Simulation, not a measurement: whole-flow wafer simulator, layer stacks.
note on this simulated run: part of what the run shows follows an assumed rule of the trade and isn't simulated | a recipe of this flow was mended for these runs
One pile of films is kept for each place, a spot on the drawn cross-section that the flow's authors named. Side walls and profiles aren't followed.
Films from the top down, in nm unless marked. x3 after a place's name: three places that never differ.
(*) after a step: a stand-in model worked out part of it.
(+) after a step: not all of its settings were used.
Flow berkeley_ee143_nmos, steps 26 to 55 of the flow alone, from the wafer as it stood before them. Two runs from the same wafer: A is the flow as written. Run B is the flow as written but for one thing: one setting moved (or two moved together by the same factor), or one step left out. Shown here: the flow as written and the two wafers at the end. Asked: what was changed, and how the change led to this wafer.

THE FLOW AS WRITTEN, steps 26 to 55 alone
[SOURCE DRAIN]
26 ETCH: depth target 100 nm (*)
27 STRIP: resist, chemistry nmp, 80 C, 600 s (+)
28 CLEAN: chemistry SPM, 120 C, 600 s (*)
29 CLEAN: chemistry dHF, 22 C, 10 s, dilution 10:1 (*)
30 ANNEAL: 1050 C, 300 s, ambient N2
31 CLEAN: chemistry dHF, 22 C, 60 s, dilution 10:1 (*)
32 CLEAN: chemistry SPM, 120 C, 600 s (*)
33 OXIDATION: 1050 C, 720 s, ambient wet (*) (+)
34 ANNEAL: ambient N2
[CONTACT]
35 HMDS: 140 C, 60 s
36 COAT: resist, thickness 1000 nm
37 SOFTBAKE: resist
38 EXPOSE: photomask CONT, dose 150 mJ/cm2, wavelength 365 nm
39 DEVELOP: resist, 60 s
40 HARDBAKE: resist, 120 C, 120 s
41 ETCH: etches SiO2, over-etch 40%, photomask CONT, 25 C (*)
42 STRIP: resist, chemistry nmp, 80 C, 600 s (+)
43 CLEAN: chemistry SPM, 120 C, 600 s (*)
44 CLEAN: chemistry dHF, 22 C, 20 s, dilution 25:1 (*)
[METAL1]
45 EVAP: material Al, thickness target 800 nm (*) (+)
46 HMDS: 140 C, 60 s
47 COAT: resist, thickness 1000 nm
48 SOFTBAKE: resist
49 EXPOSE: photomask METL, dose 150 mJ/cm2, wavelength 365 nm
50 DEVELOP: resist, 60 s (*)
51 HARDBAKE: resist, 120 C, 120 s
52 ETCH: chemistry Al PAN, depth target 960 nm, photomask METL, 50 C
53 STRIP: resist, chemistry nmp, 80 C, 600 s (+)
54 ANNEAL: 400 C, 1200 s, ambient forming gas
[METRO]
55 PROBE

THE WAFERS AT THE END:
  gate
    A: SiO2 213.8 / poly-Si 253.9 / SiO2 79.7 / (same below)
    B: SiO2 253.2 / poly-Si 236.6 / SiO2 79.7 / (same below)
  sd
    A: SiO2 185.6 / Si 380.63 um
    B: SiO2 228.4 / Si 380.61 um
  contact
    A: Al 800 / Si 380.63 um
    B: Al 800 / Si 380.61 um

The cause: step 33, OXIDATION: 1078 C was run, where the flow has 1050 C.

How the change led to this, step by step:
  33 OXIDATION: 1050 C, 720 s, ambient wet (*) (+)
      sd, contact: A SiO2 +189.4 (new film), chemical SiO2 -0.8 (all of it), Si -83 | B SiO2 +232.2 (new film), chemical SiO2 -0.8 (all of it), Si -101.8
      gate: A SiO2 +217.6 (new film), chemical SiO2 -0.8 (all of it), poly-Si -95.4 | B SiO2 +257 (new film), chemical SiO2 -0.8 (all of it), poly-Si -112.7
      (and at 1 more place)
  41 ETCH: etches SiO2, over-etch 40%, photomask CONT, 25 C (*)
      contact: A SiO2 -189.4 (all of it) | B SiO2 -232.2 (all of it)
  47 COAT: resist, thickness 1000 nm
      contact: A resist +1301 (new film) | B resist +1329.5 (new film)
  51 HARDBAKE: resist, 120 C, 120 s
      contact: A resist -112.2 | B resist -114.8
  53 STRIP: resist, chemistry nmp, 80 C, 600 s (+)
      contact: A resist -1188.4 (all of it) | B resist -1214.3 (all of it)
